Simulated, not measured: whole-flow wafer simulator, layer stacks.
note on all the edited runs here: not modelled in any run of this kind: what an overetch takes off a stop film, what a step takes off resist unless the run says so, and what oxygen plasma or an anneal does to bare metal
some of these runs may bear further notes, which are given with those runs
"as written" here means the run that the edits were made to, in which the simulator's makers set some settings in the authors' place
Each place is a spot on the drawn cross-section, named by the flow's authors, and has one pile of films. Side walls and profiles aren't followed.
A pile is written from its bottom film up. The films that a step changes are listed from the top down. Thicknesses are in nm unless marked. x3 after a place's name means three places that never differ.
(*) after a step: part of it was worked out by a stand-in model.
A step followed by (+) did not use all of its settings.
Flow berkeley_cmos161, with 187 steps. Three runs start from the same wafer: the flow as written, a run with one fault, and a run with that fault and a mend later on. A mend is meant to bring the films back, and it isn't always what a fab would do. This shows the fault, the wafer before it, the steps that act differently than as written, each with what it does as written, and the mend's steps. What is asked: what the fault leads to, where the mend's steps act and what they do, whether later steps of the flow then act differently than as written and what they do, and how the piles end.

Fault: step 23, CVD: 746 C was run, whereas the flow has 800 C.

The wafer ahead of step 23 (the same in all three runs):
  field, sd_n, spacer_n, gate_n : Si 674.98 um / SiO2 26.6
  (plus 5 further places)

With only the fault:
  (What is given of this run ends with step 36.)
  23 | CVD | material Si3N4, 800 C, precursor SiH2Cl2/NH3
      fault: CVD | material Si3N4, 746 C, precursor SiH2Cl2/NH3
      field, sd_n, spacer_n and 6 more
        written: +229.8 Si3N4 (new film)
        fault: +110.3 Si3N4 (new film)
  Steps further on in the flow that do not act as written (not shown: 1 more step that differs only slightly, by at most 2% or 0.5 nm, whichever is larger):
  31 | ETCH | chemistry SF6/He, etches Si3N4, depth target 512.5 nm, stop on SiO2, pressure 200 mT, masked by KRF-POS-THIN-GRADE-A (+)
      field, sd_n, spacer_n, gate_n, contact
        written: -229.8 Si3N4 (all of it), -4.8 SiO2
        fault: -110.3 Si3N4 (all of it), -4.8 SiO2
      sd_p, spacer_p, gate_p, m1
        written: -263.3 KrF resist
        fault: -133.4 KrF resist
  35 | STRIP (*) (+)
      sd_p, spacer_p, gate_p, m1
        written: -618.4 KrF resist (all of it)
        fault: -748.2 KrF resist (all of it)
  After step 36, at sd_p, spacer_p, gate_p, m1, the piles differ from the flow's by more than 2% or 0.5 nm, whichever is larger.
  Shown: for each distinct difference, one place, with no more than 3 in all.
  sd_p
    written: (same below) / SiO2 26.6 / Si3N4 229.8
    fault: (same below) / SiO2 26.6 / Si3N4 110.3

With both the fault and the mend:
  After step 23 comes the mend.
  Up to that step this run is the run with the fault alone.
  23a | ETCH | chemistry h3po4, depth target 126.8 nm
      field, sd_n, spacer_n and 6 more
        -110.3 Si3N4 (all of it)
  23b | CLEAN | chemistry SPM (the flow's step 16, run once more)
      does not change any film at any place that is followed
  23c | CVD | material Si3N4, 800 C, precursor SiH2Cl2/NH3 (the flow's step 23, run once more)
      field, sd_n, spacer_n and 6 more
        +229.8 Si3N4 (new film)
  Every later step of the flow that is run acts as written at every place that is followed.
  At every place that both follow, the piles at the end match the flow's.
